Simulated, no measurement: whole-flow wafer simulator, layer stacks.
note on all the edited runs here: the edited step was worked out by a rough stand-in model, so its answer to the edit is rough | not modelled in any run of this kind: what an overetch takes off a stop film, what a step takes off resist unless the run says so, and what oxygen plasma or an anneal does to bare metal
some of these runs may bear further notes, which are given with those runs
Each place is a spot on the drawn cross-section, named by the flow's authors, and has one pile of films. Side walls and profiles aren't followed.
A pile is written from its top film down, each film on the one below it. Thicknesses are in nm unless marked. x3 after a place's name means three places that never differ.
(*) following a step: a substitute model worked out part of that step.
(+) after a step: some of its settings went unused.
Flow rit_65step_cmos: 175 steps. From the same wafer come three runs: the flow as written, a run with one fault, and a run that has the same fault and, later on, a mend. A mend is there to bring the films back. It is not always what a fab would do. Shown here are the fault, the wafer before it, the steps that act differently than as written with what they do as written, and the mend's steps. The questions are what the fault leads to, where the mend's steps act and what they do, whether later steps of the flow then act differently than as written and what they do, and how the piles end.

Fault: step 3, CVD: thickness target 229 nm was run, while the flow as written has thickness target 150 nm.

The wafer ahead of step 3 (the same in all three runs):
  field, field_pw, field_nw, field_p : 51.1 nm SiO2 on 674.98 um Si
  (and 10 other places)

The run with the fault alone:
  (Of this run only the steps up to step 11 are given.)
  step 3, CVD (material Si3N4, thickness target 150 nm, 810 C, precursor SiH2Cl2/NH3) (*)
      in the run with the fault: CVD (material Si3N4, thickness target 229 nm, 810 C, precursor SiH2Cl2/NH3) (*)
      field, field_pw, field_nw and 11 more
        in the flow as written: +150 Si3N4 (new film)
        in the run with the fault: +229 Si3N4 (new film)
  None of the later steps of the flow up to step 11 acts differently than as written at any place that is followed.
  The piles after step 11 differ from the flow's at field, field_pw, field_nw and 11 more by more than 2% or 0.5 nm, whichever is larger.
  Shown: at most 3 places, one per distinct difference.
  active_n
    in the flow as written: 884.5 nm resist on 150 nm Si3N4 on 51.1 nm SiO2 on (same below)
    in the run with the fault: 884.5 nm resist on 229 nm Si3N4 on 51.1 nm SiO2 on (same below)
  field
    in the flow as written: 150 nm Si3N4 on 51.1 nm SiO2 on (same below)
    in the run with the fault: 229 nm Si3N4 on 51.1 nm SiO2 on (same below)

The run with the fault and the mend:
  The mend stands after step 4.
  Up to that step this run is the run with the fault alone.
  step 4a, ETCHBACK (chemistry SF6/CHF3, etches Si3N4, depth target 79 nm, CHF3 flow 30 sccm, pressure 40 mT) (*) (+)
      field, field_pw, field_nw and 11 more
        -79 Si3N4
  None of the later steps of the flow acts differently than as written at any place that is followed.
  The piles end the same as the flow's at every place that both follow.
